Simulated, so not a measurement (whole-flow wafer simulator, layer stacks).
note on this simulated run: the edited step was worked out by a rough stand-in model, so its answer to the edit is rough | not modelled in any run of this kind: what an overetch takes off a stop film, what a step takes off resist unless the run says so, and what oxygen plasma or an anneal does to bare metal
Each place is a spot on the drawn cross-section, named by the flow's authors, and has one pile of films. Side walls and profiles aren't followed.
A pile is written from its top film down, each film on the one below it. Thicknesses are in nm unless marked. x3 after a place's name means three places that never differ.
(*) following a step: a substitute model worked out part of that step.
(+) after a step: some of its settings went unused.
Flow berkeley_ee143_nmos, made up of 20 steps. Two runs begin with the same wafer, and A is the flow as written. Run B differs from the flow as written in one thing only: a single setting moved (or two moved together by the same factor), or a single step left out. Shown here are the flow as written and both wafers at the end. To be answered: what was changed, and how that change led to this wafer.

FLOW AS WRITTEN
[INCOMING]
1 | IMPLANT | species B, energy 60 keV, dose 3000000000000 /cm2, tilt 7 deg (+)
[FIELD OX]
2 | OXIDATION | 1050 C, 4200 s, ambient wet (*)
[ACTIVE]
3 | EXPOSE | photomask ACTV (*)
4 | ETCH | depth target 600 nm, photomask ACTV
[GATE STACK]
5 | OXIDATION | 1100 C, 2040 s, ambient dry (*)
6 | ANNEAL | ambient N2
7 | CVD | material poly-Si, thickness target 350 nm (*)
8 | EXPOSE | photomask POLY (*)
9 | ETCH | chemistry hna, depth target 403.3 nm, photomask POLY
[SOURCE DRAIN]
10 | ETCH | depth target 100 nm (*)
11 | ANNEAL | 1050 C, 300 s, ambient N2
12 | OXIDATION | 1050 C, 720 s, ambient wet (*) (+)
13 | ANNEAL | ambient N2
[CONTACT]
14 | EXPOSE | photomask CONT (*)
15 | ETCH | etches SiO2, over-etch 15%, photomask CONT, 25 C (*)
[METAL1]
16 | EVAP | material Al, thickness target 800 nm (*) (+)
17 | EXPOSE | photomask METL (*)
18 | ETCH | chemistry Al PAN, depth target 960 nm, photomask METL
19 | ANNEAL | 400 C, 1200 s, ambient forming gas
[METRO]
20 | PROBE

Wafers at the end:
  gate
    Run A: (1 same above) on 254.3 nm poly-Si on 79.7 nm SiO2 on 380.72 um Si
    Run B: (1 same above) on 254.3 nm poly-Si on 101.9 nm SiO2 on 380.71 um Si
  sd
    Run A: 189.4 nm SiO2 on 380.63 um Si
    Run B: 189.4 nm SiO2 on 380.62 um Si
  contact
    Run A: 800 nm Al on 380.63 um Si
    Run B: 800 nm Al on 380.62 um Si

What caused this: step 5, OXIDATION: 3060 s was run, whereas the flow has 2040 s.

How this came from the change, step by step:
  5 | OXIDATION | 1100 C, 2040 s, ambient dry (*)
      gate, sd, contact: A SiO2 gains 79.7 (new film), Si loses 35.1 | B SiO2 gains 101.9 (new film), Si loses 44.9
      field: A SiO2 gains 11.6, Si loses 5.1 | B SiO2 gains 17.3, Si loses 7.62
  10 | ETCH | depth target 100 nm (*)
      sd, contact: A SiO2 loses 79.7 (all of it) | B SiO2 loses 100
  12 | OXIDATION | 1050 C, 720 s, ambient wet (*) (+)
      sd, contact: A SiO2 gains 189.4 (new film), Si loses 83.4 | B SiO2 gains 187.5, Si loses 82.5
